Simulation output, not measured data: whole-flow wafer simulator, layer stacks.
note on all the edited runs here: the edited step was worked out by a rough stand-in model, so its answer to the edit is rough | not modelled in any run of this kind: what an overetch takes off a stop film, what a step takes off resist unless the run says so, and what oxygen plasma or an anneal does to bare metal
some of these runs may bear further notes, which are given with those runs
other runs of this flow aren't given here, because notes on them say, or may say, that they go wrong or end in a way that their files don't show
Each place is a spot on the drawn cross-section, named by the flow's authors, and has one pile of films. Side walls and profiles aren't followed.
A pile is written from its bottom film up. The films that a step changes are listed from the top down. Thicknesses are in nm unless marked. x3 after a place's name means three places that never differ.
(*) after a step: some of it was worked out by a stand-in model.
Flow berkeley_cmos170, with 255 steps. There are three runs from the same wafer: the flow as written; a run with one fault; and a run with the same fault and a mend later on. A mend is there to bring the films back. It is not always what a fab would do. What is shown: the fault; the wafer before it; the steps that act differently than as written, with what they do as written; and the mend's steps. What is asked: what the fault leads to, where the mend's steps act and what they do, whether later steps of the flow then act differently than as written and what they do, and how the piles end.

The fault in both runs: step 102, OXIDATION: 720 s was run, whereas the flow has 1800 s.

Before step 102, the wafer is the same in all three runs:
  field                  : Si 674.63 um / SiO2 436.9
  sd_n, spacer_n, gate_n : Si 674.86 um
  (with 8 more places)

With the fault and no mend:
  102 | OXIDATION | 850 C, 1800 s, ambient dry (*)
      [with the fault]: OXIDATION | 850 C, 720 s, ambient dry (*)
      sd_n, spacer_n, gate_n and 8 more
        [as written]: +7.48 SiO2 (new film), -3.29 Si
        [with the fault]: +4.56 SiO2 (new film), -2.01 Si
  None of the later steps of the flow differs from how it acts as written, at any place that is followed, by more than 2% or 0.5 nm, whichever is larger.
  By the end, the piles at gate_n, gate_p depart from the flow's by more than 2% or 0.5 nm, whichever is larger.
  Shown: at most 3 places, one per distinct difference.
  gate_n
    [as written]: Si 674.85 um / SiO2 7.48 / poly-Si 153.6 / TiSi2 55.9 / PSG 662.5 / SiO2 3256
    [with the fault]: Si 674.85 um / SiO2 4.56 / poly-Si 153.6 / TiSi2 55.9 / PSG 662.5 / SiO2 3258.9

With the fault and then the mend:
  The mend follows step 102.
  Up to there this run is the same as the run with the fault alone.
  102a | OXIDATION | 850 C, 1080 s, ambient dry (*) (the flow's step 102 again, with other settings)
      sd_n, spacer_n, gate_n and 8 more
        +2.92 SiO2, -1.28 Si
      field
        +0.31 SiO2, -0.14 Si
  None of the later steps of the flow acts differently than as written at any place that is followed.
  By the end, the piles equal the flow's at every place that both follow.
